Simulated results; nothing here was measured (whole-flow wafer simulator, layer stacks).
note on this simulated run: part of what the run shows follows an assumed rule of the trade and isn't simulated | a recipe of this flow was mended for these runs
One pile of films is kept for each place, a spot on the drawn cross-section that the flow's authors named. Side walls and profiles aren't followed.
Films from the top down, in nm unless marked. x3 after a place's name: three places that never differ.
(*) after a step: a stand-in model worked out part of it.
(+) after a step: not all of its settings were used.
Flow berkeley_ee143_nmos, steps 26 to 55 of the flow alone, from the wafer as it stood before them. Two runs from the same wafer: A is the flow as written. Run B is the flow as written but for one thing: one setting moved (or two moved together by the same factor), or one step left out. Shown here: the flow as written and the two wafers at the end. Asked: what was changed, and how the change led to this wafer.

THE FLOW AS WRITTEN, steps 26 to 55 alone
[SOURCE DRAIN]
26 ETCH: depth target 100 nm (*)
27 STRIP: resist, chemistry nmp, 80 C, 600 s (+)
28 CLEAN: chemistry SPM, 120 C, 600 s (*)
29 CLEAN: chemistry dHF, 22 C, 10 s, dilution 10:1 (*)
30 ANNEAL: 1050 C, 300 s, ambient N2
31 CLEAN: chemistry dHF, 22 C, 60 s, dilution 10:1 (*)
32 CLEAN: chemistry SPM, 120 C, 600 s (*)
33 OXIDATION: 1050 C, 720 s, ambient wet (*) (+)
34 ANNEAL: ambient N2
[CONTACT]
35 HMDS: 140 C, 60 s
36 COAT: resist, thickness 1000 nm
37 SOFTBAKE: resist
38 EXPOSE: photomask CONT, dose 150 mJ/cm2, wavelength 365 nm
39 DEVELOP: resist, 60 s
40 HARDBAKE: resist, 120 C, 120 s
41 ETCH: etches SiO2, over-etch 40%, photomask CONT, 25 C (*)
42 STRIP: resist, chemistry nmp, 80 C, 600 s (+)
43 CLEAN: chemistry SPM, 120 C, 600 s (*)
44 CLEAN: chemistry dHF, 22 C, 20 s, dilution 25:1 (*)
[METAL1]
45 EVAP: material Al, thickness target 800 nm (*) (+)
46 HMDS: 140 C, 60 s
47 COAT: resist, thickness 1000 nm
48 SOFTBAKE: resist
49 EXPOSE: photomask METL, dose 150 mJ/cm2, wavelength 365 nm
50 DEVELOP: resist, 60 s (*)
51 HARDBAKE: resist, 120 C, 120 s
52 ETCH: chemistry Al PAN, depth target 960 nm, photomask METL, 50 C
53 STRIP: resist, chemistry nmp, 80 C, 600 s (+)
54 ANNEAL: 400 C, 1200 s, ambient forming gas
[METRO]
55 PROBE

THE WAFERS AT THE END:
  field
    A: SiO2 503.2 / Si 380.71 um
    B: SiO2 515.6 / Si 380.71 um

The cause: step 26, ETCH: depth target 86 nm was run, where the flow has depth target 100 nm.

How the change led to this, step by step:
  26 ETCH: depth target 100 nm (*)
      field: A SiO2 -100 | B SiO2 -86
  33 OXIDATION: 1050 C, 720 s, ambient wet (*) (+)
      field: A SiO2 +73.9, Si -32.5 | B SiO2 +72.3, Si -31.8
